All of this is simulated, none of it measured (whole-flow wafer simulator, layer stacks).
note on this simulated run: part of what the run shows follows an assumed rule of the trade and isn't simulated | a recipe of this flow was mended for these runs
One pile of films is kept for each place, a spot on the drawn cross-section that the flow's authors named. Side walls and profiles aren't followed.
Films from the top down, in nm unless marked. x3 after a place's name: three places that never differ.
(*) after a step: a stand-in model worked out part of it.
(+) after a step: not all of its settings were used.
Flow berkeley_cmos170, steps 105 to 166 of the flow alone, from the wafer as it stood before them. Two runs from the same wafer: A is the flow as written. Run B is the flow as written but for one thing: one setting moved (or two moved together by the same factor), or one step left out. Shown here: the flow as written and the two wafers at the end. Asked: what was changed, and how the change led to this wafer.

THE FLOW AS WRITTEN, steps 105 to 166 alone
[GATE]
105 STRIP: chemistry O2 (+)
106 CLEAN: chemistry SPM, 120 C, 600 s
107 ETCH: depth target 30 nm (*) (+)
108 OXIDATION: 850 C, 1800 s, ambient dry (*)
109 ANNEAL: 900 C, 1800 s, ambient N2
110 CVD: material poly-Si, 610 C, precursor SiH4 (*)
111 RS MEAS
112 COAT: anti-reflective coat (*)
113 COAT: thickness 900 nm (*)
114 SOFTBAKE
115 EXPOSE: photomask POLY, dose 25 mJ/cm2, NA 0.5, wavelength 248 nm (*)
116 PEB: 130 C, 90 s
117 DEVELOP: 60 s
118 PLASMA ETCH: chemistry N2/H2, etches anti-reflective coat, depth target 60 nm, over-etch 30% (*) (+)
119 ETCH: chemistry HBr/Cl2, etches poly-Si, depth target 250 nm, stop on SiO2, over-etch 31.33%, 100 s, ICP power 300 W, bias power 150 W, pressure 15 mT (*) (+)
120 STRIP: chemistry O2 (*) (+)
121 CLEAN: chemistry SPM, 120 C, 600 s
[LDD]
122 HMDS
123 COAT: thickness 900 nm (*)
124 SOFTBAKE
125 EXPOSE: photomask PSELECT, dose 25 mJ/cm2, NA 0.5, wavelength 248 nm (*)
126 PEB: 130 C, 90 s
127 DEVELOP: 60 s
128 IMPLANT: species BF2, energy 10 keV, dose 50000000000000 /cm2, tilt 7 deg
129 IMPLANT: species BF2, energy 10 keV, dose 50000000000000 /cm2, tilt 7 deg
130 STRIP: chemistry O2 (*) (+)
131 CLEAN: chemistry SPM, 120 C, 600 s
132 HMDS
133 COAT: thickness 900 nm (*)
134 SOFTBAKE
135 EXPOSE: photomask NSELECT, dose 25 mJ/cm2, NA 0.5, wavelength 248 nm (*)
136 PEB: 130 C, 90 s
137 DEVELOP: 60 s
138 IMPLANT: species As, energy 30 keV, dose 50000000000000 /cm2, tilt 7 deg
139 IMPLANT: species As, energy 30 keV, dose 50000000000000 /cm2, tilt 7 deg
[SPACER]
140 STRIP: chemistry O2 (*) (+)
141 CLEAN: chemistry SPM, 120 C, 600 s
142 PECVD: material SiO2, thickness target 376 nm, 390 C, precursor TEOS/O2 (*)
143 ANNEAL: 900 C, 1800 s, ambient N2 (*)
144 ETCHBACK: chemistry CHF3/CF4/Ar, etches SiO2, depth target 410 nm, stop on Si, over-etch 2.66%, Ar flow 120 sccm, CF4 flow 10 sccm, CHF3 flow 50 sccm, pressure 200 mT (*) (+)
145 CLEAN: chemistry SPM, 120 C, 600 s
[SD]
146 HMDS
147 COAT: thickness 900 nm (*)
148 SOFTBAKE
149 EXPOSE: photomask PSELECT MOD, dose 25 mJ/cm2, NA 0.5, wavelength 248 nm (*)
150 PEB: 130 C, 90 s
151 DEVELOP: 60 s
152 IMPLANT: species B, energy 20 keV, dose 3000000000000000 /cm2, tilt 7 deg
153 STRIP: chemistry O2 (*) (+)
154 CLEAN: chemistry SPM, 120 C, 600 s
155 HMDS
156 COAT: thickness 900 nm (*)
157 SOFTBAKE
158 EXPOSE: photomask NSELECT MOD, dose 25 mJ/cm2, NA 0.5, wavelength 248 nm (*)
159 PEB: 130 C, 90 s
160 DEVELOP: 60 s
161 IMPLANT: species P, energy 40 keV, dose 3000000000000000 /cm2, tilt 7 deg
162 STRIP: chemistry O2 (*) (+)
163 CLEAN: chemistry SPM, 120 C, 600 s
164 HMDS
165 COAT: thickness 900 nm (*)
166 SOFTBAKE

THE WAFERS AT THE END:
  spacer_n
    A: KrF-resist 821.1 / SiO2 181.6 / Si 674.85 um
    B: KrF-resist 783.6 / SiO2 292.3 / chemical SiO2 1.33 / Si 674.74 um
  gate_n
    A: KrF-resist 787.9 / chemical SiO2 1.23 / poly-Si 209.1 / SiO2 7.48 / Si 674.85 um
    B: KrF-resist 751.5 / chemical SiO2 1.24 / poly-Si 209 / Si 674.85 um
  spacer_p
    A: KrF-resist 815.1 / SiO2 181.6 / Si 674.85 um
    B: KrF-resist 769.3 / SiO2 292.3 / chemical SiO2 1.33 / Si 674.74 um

The cause: step 108, OXIDATION: 850 C, 1800 s, ambient dry (*), was left out.

How the change led to this, step by step:
  112 COAT: anti-reflective coat (*)
      spacer_n: A anti-reflective coat +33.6 (new film) | B anti-reflective coat +32.5 (new film)
      gate_n: A anti-reflective coat +29.4 (new film) | B anti-reflective coat +28.4 (new film)
      (and at 2 more places)
  118 PLASMA ETCH: chemistry N2/H2, etches anti-reflective coat, depth target 60 nm, over-etch 30% (*) (+)
      spacer_n: A anti-reflective coat -33.6 (all of it), poly-Si -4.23 | B anti-reflective coat -32.5 (all of it), poly-Si -4.34
      spacer_p: A anti-reflective coat -33.7 (all of it), poly-Si -4.23 | B anti-reflective coat -32.9 (all of it), poly-Si -4.33
  119 ETCH: chemistry HBr/Cl2, etches poly-Si, depth target 250 nm, stop on SiO2, over-etch 31.33%, 100 s, ICP power 300 W, bias power 150 W, pressure 15 mT (*) (+)
      spacer_n, spacer_p: A poly-Si -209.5 (all of it), SiO2 -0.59 | B poly-Si -209.4 (all of it), Si -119
      contact, via1: A poly-Si -210.3 (all of it), SiO2 -0.59 | B poly-Si -210.2 (all of it), Si -118.1
      (and at 6 more places)
  120 STRIP: chemistry O2 (*) (+)
      mark, sd_n, spacer_n and 7 more: A nothing | B chemical SiO2 +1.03 (new film), Si -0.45
      gate_n: A chemical SiO2 +0.78 (new film), KrF-resist -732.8 (all of it), anti-reflective coat -29.4 (all of it), poly-Si -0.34 | B chemical SiO2 +0.78 (new film), KrF-resist -735.8 (all of it), anti-reflective coat -28.4 (all of it), poly-Si -0.34
      (and at 1 more place)
  123 COAT: thickness 900 nm (*)
      field: A KrF-resist +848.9 (new film) | B KrF-resist +818.6 (new film)
      sd_n: A KrF-resist +996.7 (new film) | B KrF-resist +1055.1 (new film)
      (and at 10 more places)
  127 DEVELOP: 60 s
      sd_p: A KrF-resist -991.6 (all of it) | B KrF-resist -1047.2 (all of it)
      spacer_p: A KrF-resist -988 (all of it) | B KrF-resist -1042.3 (all of it)
      (and at 1 more place)
  130 STRIP: chemistry O2 (*) (+)
      sd_n: A KrF-resist -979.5 (all of it) | B KrF-resist -1037.8 (all of it), chemical SiO2 +0.1
      spacer_n: A KrF-resist -977.5 (all of it) | B KrF-resist -1034.9 (all of it), chemical SiO2 +0.1
      (and at 7 more places)
  133 COAT: thickness 900 nm (*)
      field: A KrF-resist +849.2 (new film) | B KrF-resist +818.5 (new film)
      sd_n: A KrF-resist +996.6 (new film) | B KrF-resist +1055.2 (new film)
      (and at 10 more places)
  137 DEVELOP: 60 s
      sd_n: A KrF-resist -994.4 (all of it) | B KrF-resist -1052.8 (all of it)
      spacer_n: A KrF-resist -992.7 (all of it) | B KrF-resist -1049.7 (all of it)
      (and at 6 more places)
  140 STRIP: chemistry O2 (*) (+)
      sd_p: A KrF-resist -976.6 (all of it) | B KrF-resist -1032.1 (all of it), chemical SiO2 +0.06
      spacer_p: A KrF-resist -973.4 (all of it) | B KrF-resist -1027.2 (all of it), chemical SiO2 +0.06
      (and at 2 more places)
  142 PECVD: material SiO2, thickness target 376 nm, 390 C, precursor TEOS/O2 (*)
      mark, sd_n, spacer_n and 7 more: A SiO2 +376 | B SiO2 +376 (new film)
  144 ETCHBACK: chemistry CHF3/CF4/Ar, etches SiO2, depth target 410 nm, stop on Si, over-etch 2.66%, Ar flow 120 sccm, CF4 flow 10 sccm, CHF3 flow 50 sccm, pressure 200 mT (*) (+)
      sd_n, sd_p, contact, m1, via1, m2, via2: A SiO2 -366 (all of it), Si -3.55 | B SiO2 -359.1 (all of it), chemical SiO2 -1.33 (all of it), Si -3.55
      mark: A SiO2 -366 (all of it), Si -3.55 | B SiO2 -359.1 (all of it), chemical SiO2 -1.21 (all of it), Si -3.55
      (and at 2 more places)
  147 COAT: thickness 900 nm (*)
      field: A KrF-resist +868 (new film) | B KrF-resist +846.8 (new film)
      sd_n: A KrF-resist +982.3 (new film) | B KrF-resist +1046.1 (new film)
      (and at 10 more places)
  151 DEVELOP: 60 s
      sd_p: A KrF-resist -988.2 (all of it) | B KrF-resist -1050.8 (all of it)
      spacer_p: A KrF-resist -813.2 (all of it) | B KrF-resist -767.8 (all of it)
      (and at 1 more place)
  153 STRIP: chemistry O2 (*) (+)
      gate_n: A KrF-resist -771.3 (all of it), chemical SiO2 +0.17, poly-Si -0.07 | B KrF-resist -734.9 (all of it), chemical SiO2 +0.18
      field: A KrF-resist -851.1 (all of it) | B KrF-resist -830 (all of it)
      (and at 7 more places)
  156 COAT: thickness 900 nm (*)
      field: A KrF-resist +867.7 (new film) | B KrF-resist +846.8 (new film)
      sd_n: A KrF-resist +982.3 (new film) | B KrF-resist +1046.1 (new film)
      (and at 10 more places)
  ... 2 more steps ...
  165 COAT: thickness 900 nm (*)
      field: A KrF-resist +867.7 (new film) | B KrF-resist +846.8 (new film)
      sd_n: A KrF-resist +982.2 (new film) | B KrF-resist +1046 (new film)
      (and at 10 more places)
